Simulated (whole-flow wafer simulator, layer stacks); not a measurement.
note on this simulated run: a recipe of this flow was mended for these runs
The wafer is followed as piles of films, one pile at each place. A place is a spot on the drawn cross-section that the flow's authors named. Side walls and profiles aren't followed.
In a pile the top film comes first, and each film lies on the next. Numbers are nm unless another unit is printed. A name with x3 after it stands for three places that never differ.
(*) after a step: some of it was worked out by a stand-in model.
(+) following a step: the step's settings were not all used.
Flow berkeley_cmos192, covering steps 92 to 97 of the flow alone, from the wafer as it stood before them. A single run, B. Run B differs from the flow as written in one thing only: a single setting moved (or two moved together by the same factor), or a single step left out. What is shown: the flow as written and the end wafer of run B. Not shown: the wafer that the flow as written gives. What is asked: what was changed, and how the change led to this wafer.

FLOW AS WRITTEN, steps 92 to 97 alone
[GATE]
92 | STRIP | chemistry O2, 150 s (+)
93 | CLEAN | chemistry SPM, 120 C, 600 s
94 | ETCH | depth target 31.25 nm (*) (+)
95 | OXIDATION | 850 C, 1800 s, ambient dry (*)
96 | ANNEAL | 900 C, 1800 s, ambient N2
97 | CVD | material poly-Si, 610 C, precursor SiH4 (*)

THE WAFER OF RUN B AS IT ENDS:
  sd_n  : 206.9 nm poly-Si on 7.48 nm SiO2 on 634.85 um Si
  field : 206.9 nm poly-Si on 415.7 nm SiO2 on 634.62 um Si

What caused this: step 97, CVD: 601 C was run, though the flow has 610 C.

How this came from the change, step by step:
  97 | CVD | material poly-Si, 610 C, precursor SiH4 (*)
      field, sd_n, spacer_n, gate, sd_p, spacer_p x2, contact, m1: +206.9 poly-Si (new film) (in the flow as written it would be: +250 poly-Si (new film))
